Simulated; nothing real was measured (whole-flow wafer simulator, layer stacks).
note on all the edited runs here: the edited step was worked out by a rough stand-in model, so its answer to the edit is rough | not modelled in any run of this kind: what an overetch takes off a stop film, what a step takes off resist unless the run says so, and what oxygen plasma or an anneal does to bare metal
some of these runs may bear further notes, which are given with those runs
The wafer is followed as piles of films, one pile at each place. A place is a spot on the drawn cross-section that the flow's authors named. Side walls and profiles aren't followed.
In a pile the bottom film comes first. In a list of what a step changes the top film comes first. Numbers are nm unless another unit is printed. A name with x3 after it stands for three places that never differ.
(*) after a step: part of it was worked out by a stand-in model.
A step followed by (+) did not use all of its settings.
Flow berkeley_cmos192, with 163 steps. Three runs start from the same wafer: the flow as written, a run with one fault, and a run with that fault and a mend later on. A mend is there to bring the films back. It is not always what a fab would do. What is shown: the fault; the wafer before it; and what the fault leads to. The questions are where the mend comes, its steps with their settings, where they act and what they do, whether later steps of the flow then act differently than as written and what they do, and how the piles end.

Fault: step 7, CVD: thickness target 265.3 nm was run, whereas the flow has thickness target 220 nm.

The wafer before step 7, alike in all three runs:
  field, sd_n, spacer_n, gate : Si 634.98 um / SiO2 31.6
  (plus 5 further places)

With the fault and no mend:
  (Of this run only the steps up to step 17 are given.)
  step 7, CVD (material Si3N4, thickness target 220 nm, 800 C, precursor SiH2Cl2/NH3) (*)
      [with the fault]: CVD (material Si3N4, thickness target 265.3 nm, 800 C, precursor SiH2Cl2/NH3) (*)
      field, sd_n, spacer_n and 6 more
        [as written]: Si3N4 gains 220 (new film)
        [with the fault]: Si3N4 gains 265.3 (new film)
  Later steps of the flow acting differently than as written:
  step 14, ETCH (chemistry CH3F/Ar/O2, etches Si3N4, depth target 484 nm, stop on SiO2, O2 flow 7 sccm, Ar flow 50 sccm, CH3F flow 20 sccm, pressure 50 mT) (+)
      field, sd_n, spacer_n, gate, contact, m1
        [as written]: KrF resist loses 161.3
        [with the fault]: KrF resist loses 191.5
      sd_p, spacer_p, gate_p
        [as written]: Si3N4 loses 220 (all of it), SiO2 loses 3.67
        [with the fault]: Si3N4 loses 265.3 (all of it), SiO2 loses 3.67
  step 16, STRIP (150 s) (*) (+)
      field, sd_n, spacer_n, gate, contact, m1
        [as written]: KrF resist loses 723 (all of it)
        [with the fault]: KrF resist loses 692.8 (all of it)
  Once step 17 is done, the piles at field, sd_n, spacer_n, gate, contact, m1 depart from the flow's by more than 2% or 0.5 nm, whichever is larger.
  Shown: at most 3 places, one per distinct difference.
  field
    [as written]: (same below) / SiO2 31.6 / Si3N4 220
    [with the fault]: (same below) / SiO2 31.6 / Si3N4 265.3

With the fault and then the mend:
  After step 7 comes the mend.
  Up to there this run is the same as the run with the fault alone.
  step 7a, ETCH (chemistry h3po4, depth target 305.1 nm)
      field, sd_n, spacer_n and 6 more
        Si3N4 loses 265.3 (all of it)
  step 7b, CLEAN (chemistry SC1/SC2) (a further turn of the flow's step 1)
      alters no film at any place that is followed
  step 7c, CVD (material Si3N4, thickness target 220 nm, 800 C, precursor SiH2Cl2/NH3) (*) (a further turn of the flow's step 7)
      field, sd_n, spacer_n and 6 more
        Si3N4 gains 220 (new film)
  Every later step of the flow that is run acts as written at every place that is followed.
  The piles end the same as the flow's at every place that both follow.
